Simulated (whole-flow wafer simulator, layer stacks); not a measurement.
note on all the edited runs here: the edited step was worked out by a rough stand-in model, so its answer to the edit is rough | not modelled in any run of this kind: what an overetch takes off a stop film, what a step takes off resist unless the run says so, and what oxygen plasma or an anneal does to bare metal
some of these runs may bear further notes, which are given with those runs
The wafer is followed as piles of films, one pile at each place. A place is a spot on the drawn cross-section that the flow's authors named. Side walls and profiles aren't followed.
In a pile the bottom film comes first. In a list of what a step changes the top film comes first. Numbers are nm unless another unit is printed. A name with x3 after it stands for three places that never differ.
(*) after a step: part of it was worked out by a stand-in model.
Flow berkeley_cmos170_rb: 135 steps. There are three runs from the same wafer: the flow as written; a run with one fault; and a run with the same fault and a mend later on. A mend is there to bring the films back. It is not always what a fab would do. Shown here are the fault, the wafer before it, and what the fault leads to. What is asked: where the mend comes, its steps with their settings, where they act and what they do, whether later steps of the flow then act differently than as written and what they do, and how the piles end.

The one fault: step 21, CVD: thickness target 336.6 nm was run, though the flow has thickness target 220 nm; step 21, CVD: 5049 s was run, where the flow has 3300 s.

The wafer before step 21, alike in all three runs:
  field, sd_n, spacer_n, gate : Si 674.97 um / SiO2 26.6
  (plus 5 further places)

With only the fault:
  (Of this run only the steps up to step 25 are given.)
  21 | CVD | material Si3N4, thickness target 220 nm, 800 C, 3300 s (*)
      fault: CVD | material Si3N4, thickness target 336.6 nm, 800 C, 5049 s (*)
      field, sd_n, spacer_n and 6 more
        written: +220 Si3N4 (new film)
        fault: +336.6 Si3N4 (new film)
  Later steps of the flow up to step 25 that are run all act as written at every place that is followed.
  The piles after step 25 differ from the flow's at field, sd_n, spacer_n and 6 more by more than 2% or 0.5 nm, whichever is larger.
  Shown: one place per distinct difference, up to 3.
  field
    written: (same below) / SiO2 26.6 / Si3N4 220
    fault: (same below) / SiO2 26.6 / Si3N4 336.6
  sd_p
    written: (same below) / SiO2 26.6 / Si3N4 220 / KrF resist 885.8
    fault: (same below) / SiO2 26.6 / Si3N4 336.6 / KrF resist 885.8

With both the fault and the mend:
  After step 21 comes the mend.
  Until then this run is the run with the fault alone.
  21a | ETCH | chemistry h3po4, depth target 387.7 nm (the flow's step 16, run once more with other settings)
      field, sd_n, spacer_n and 6 more
        -336.6 Si3N4 (all of it)
  21b | CLEAN (*) (the flow's step 18, run once more)
      alters no film at any place that is followed
  21c | CVD | material Si3N4, thickness target 220 nm, 800 C, 3300 s (*) (the flow's step 21, run once more)
      field, sd_n, spacer_n and 6 more
        +220 Si3N4 (new film)
  Later steps of the flow that are run all act as written at every place that is followed.
  At every place that both follow, the piles at the end match the flow's.
